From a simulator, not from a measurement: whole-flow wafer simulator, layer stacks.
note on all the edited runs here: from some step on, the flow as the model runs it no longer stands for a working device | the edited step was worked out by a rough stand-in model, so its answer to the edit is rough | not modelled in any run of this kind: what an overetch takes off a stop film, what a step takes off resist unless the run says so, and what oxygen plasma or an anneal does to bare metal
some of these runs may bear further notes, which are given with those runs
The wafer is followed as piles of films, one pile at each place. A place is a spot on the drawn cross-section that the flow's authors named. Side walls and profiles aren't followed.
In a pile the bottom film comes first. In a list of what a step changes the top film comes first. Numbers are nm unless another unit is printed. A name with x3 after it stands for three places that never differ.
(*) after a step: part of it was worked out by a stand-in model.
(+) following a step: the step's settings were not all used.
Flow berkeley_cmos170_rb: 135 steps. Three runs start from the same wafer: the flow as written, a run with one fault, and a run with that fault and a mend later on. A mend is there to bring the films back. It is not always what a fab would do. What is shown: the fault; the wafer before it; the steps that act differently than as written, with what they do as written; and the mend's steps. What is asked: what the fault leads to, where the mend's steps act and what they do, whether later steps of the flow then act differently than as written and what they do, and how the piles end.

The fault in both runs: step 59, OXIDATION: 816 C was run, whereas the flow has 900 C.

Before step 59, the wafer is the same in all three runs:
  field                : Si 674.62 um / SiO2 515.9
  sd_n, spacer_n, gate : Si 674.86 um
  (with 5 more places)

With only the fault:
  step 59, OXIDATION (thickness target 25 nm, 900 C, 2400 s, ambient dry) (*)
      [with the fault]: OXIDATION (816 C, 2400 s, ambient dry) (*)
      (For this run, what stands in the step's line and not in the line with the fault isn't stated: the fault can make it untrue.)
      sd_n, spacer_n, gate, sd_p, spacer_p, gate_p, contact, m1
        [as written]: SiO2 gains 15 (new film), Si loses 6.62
        [with the fault]: SiO2 gains 6.24 (new film), Si loses 2.75
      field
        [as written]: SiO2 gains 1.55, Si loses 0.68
        [with the fault]: SiO2 gains 0.3, Si loses 0.13
  Steps later in the flow that act otherwise than as written (31 other steps are not shown; they differ only slightly, by no more than 2% or 0.5 nm, whichever is larger):
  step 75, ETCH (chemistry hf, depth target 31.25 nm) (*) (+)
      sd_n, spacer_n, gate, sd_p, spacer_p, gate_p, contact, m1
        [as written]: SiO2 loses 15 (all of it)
        [with the fault]: SiO2 loses 6.24 (all of it)
  At the end the piles are close to the flow's at the places that both follow, differing by at most 2% or 0.5 nm, whichever is larger.

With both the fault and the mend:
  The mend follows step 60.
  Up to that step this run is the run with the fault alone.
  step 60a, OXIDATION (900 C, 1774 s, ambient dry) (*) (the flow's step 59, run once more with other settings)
      sd_n, spacer_n, gate, sd_p, spacer_p, gate_p, contact, m1
        SiO2 gains 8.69, Si loses 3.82
      field
        SiO2 gains 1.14, Si loses 0.5
  None of the later steps of the flow differs from how it acts as written, at any place that is followed, by more than 2% or 0.5 nm, whichever is larger.
  At the end the piles are close to the flow's at the places that both follow, differing by at most 2% or 0.5 nm, whichever is larger.
